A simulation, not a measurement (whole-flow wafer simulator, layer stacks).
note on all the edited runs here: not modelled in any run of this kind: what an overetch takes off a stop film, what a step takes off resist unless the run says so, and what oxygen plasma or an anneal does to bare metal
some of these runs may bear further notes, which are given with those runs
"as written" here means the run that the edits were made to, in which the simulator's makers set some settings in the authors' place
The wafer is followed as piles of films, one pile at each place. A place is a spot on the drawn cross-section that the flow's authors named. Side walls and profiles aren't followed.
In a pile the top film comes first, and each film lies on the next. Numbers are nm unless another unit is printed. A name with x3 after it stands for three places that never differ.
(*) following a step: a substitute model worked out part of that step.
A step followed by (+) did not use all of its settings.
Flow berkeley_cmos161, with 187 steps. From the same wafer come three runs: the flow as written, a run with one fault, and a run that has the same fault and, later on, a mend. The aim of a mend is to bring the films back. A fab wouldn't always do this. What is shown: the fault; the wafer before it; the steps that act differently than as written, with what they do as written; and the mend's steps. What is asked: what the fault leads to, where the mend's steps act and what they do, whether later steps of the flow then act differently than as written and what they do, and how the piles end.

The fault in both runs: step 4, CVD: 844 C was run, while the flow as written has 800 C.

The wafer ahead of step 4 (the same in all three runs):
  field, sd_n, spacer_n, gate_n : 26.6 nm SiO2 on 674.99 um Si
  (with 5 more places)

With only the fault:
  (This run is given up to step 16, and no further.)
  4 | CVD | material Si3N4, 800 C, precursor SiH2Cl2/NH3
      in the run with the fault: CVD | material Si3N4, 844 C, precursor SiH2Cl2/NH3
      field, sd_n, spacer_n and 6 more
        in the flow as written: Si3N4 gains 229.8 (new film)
        in the run with the fault: Si3N4 gains 323.5 (new film)
  Steps later in the flow that act otherwise than as written (1 more step, not shown, differs only slightly: by at most 2% or 0.5 nm, whichever is larger):
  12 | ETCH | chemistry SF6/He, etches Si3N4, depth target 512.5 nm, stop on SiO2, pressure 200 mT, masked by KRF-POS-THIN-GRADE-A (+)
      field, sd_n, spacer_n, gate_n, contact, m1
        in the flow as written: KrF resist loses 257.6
        in the run with the fault: KrF resist loses 359.5
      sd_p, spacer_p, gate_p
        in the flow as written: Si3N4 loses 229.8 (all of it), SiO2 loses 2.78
        in the run with the fault: Si3N4 loses 323.5 (all of it), SiO2 loses 2.78
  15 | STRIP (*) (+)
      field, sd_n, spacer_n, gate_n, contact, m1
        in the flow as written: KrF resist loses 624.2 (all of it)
        in the run with the fault: KrF resist loses 522.4 (all of it)
  After step 16, at field, sd_n, spacer_n, gate_n, contact, m1, the piles differ from the flow's by more than 2% or 0.5 nm, whichever is larger.
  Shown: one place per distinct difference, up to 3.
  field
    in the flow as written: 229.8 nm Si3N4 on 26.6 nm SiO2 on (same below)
    in the run with the fault: 323.5 nm Si3N4 on 26.6 nm SiO2 on (same below)

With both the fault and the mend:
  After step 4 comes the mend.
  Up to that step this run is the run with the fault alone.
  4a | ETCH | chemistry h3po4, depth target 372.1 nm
      field, sd_n, spacer_n and 6 more
        Si3N4 loses 323.5 (all of it)
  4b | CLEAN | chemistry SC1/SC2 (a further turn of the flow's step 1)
      leaves every film unchanged at each place that is followed
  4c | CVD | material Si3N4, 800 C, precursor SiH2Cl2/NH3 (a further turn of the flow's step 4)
      field, sd_n, spacer_n and 6 more
        Si3N4 gains 229.8 (new film)
  Later steps of the flow that are run all act as written at every place that is followed.
  By the end, the piles equal the flow's at every place that both follow.
